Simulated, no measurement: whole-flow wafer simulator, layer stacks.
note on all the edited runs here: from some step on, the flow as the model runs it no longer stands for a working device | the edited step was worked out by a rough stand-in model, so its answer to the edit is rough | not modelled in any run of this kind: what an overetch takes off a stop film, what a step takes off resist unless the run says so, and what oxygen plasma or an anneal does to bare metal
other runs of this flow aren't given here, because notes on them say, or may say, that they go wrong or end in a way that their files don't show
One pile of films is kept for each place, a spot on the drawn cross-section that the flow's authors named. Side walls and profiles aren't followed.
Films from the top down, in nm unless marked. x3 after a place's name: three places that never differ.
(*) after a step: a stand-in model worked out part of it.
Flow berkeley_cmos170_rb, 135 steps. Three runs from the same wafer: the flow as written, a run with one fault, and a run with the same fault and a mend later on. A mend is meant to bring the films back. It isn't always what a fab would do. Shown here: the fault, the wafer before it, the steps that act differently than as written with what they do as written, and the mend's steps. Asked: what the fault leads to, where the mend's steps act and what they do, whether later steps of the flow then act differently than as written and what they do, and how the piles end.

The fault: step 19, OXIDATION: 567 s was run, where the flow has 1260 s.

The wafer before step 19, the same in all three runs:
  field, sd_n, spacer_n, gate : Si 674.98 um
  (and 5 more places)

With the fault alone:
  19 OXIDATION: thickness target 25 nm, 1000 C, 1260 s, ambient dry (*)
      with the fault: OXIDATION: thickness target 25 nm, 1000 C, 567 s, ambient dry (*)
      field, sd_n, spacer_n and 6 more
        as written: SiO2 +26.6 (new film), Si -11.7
        with the fault: SiO2 +17.3 (new film), Si -7.63
  Later steps of the flow that act differently than as written:
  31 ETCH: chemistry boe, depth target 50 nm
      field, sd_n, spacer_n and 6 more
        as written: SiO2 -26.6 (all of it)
        with the fault: SiO2 -17.3 (all of it)
  At the end the piles differ from the flow's only slightly at the places that both follow, by at most 2% or 0.5 nm, whichever is larger.

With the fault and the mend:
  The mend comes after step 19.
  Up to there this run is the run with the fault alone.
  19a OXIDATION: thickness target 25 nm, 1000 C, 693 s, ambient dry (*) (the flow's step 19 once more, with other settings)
      field, sd_n, spacer_n and 6 more
        SiO2 +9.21, Si -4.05
  No later step of the flow acts differently than as written at any place that is followed.
  At the end the piles are the same as the flow's at every place that both follow.
